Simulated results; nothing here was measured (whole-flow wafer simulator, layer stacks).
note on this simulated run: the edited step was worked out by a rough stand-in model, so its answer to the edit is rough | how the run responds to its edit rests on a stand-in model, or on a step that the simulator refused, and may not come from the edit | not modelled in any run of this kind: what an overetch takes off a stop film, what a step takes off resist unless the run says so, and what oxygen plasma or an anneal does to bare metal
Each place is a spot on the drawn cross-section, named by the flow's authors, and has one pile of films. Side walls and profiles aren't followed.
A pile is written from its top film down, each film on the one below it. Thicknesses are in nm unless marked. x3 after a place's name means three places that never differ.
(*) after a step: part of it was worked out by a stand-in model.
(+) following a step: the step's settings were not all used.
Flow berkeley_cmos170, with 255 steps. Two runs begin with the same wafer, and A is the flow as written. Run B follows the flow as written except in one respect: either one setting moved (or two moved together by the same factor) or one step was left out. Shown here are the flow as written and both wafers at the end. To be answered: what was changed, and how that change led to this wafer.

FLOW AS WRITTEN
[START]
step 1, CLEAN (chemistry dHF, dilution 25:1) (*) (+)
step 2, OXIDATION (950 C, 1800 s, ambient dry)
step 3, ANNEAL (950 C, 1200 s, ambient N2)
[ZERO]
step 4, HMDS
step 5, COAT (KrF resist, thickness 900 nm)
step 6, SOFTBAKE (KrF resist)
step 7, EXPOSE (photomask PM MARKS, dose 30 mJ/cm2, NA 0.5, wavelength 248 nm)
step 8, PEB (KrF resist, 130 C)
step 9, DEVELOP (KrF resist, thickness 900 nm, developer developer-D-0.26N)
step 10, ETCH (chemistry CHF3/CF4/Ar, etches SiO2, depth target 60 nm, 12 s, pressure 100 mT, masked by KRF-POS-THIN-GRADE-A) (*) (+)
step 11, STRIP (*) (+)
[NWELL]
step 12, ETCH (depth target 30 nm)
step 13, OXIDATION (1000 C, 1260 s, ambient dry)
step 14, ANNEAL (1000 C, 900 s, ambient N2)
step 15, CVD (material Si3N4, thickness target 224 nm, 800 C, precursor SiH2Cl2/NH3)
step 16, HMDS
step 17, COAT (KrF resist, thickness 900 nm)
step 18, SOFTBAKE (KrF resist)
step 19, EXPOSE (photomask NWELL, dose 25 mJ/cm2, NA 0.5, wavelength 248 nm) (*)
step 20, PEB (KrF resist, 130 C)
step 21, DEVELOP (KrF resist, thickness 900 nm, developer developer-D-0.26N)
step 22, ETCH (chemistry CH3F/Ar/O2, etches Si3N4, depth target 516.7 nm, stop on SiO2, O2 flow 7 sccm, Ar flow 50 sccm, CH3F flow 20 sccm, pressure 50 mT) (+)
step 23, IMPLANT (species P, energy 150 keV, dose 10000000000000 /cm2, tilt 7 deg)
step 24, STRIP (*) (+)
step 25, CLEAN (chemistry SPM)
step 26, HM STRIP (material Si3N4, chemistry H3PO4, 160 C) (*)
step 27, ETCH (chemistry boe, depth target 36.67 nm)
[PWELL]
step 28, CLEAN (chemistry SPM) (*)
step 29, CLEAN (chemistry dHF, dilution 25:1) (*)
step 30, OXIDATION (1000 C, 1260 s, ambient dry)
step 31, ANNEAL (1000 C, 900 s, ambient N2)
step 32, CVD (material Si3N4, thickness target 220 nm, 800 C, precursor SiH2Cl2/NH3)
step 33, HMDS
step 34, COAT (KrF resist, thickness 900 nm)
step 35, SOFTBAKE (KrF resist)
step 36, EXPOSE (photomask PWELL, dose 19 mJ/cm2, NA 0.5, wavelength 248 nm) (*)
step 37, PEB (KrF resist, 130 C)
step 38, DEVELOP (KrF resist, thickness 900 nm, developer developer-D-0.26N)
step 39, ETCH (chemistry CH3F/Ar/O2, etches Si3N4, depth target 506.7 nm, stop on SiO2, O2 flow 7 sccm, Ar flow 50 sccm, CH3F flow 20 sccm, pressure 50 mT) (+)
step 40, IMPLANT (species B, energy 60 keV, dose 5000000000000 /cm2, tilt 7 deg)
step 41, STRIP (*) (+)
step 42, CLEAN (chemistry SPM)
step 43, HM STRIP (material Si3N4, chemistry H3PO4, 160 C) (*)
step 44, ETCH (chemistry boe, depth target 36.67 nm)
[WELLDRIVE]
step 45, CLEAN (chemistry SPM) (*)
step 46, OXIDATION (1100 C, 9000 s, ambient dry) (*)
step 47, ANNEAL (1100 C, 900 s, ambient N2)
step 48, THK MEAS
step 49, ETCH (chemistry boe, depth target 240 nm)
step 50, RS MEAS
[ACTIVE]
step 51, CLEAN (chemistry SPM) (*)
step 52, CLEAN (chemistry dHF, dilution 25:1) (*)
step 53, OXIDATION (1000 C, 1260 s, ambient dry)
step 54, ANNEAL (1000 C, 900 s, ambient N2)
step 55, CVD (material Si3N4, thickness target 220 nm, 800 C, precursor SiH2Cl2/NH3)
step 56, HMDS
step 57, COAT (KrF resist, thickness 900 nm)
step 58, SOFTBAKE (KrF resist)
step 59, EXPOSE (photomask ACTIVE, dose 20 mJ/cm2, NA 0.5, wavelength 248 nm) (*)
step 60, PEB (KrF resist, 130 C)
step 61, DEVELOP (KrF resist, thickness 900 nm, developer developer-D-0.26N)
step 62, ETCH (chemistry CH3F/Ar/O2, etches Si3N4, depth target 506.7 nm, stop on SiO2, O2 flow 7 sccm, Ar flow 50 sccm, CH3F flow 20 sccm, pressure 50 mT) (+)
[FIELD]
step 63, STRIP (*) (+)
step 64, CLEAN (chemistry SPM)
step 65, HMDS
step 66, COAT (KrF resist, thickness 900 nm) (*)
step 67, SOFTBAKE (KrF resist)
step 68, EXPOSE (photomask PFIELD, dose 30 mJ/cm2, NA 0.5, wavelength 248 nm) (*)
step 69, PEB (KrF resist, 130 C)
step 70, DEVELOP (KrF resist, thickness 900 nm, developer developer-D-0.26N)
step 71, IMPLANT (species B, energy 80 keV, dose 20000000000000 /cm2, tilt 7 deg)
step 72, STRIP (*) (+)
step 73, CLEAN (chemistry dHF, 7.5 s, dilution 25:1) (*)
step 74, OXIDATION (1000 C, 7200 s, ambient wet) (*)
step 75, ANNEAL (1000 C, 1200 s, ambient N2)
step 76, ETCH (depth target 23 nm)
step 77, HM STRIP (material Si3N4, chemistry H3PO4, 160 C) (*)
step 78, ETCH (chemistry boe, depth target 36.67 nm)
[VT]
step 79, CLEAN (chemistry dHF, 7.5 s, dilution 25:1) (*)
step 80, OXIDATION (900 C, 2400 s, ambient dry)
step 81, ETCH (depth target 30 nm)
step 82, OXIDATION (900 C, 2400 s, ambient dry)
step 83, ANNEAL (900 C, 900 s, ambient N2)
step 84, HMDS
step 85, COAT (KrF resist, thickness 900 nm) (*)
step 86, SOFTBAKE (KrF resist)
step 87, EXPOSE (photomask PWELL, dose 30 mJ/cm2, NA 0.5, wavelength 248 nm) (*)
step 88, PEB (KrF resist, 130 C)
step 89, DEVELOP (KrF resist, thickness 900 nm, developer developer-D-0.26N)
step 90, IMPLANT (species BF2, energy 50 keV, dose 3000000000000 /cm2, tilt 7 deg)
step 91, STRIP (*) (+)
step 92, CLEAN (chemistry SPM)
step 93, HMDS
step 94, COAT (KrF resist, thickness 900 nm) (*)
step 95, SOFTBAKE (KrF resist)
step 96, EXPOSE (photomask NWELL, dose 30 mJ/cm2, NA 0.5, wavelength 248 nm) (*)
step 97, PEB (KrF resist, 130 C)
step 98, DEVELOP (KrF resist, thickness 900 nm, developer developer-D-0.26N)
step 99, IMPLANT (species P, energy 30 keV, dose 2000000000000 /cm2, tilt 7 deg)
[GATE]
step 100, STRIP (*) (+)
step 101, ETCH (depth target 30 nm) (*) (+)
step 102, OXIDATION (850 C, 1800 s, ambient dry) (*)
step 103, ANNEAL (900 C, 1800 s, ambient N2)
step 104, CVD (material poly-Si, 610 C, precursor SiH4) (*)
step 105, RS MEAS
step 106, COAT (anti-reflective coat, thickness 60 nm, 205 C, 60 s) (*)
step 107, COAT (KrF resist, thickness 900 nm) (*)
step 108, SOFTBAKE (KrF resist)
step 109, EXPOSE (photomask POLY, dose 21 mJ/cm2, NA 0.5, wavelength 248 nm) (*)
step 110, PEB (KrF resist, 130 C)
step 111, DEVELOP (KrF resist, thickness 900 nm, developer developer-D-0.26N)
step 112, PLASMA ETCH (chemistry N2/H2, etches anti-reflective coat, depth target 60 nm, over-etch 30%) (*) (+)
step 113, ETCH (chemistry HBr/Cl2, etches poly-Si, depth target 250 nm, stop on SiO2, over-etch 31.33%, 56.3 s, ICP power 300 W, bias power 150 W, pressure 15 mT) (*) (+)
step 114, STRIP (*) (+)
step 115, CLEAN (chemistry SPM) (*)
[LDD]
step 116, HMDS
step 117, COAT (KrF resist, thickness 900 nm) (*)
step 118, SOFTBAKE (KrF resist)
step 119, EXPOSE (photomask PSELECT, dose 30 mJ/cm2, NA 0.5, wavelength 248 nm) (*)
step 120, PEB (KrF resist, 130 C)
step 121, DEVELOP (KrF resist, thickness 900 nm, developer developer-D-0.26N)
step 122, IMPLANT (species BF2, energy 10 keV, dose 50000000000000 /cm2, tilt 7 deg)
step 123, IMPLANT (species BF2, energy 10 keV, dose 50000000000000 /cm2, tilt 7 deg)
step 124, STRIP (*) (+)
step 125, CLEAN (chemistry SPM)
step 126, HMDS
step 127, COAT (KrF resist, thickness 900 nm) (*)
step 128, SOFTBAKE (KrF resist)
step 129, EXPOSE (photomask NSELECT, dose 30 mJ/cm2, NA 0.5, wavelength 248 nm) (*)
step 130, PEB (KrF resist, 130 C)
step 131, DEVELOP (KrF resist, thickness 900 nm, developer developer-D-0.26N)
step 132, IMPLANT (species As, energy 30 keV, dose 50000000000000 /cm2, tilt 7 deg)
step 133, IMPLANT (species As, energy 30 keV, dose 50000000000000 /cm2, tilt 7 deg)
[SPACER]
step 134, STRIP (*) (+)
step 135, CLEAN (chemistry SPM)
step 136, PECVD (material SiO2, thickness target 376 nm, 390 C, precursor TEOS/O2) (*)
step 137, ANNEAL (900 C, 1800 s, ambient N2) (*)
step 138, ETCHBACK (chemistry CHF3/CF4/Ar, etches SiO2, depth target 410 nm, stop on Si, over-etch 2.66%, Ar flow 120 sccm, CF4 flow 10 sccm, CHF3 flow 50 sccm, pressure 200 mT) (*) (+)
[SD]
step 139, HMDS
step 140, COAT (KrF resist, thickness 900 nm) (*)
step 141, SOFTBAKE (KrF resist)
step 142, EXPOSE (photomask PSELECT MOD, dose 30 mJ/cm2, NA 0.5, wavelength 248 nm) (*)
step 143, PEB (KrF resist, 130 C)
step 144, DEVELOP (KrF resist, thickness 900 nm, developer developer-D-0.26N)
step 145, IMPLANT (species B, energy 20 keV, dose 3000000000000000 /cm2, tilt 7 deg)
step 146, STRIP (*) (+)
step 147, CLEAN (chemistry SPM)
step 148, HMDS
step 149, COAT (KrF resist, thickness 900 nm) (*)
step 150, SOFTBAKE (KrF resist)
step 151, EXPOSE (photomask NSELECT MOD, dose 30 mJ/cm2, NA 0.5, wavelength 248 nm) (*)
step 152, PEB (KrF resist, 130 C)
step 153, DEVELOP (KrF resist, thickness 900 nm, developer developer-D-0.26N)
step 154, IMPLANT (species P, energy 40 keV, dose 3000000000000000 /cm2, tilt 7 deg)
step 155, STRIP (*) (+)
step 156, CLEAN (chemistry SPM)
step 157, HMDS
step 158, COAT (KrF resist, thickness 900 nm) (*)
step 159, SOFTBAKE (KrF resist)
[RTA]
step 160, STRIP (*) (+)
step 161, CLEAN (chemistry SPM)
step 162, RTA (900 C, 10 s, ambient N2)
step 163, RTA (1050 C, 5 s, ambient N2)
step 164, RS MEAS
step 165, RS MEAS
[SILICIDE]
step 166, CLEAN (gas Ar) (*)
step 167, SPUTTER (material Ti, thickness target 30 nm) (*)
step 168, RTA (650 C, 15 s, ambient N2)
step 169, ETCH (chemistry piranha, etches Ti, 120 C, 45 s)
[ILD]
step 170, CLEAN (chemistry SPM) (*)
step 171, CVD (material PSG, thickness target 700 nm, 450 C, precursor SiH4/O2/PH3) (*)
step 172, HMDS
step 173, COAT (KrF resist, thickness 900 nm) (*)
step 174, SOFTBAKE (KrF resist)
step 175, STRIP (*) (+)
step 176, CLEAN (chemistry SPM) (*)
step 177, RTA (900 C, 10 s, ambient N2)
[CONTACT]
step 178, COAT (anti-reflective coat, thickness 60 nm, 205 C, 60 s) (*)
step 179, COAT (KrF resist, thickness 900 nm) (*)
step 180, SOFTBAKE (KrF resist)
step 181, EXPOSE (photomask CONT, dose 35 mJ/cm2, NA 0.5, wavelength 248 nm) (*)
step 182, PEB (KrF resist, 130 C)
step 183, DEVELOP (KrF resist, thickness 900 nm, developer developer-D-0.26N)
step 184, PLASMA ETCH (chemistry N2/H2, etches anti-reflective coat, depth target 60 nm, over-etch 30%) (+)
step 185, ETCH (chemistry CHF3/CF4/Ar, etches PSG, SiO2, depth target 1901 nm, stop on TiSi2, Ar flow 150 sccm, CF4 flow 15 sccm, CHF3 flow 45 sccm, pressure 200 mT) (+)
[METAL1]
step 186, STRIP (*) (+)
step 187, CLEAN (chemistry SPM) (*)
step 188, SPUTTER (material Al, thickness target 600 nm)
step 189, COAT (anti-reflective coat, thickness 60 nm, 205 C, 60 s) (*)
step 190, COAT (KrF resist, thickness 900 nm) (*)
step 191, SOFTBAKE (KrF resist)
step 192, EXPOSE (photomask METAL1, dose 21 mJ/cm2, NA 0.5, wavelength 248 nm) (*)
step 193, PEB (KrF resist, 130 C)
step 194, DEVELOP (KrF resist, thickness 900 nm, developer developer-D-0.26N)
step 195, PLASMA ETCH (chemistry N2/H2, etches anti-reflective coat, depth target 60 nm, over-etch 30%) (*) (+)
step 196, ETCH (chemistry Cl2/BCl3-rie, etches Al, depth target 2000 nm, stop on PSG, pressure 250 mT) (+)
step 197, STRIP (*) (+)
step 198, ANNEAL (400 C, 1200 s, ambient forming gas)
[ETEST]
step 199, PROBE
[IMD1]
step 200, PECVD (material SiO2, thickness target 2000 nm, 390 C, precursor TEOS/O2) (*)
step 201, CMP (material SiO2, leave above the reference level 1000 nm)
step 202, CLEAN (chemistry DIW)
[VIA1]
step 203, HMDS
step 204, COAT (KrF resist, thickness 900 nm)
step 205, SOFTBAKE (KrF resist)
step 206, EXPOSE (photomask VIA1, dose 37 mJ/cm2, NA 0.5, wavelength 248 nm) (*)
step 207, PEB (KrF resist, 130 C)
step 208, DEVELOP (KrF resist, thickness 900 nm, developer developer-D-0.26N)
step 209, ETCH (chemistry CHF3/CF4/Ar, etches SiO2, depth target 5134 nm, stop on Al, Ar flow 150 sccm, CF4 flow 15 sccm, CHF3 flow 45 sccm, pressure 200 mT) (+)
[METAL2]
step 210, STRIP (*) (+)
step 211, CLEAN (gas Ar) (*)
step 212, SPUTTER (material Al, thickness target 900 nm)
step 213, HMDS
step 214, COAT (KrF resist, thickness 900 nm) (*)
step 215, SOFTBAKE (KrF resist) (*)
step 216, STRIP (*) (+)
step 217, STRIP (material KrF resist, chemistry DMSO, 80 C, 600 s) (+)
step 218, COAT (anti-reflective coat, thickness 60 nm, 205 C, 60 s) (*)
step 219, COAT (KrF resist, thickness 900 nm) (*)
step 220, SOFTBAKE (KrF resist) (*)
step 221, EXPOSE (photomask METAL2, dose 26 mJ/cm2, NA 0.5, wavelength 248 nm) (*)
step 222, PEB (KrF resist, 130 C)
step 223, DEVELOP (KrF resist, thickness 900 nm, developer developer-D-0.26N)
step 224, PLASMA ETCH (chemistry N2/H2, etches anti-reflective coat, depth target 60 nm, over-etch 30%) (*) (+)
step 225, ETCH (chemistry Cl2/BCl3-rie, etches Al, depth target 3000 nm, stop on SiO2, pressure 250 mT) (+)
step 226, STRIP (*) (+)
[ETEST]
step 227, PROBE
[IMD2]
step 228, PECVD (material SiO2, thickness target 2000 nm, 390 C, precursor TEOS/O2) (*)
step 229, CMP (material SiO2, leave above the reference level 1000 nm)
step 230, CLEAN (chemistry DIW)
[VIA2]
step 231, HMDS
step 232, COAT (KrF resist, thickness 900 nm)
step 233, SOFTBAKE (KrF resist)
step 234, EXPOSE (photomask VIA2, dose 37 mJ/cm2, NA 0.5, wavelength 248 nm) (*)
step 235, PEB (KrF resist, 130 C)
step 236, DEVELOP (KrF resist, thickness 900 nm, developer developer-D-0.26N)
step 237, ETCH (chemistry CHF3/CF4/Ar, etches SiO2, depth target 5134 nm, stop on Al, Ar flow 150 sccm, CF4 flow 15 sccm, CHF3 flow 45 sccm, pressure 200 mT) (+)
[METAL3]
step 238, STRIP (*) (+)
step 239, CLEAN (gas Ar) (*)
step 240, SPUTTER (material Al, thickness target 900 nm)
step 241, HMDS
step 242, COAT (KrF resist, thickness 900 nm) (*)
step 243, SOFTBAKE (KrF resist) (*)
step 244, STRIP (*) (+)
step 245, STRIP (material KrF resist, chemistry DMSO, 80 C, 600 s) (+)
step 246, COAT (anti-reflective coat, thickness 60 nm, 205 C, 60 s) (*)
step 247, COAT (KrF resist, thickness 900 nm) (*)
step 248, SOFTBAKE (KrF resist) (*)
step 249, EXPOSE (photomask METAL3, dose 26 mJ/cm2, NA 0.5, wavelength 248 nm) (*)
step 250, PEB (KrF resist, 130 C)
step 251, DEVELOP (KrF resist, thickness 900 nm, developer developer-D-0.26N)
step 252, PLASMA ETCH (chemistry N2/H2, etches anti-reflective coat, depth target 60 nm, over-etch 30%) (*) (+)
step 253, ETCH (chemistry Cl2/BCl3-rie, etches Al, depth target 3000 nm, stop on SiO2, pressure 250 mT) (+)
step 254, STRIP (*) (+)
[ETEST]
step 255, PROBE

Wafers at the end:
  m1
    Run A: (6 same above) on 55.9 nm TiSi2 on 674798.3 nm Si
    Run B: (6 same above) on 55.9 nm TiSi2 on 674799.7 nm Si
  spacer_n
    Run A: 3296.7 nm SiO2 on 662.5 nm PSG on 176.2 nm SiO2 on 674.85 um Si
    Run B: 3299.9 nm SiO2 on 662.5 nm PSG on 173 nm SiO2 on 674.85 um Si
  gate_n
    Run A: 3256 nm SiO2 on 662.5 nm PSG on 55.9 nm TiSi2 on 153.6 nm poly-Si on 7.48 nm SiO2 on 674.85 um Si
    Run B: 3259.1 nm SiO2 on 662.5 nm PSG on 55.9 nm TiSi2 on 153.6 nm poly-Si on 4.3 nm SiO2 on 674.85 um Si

Cause: step 102, OXIDATION: 634 s was run, though the flow has 1800 s.

How this came from the change, step by step:
  step 102, OXIDATION (850 C, 1800 s, ambient dry) (*)
      sd_n, spacer_n, gate_n and 8 more: A +7.48 SiO2 (new film), -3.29 Si | B +4.3 SiO2 (new film), -1.89 Si
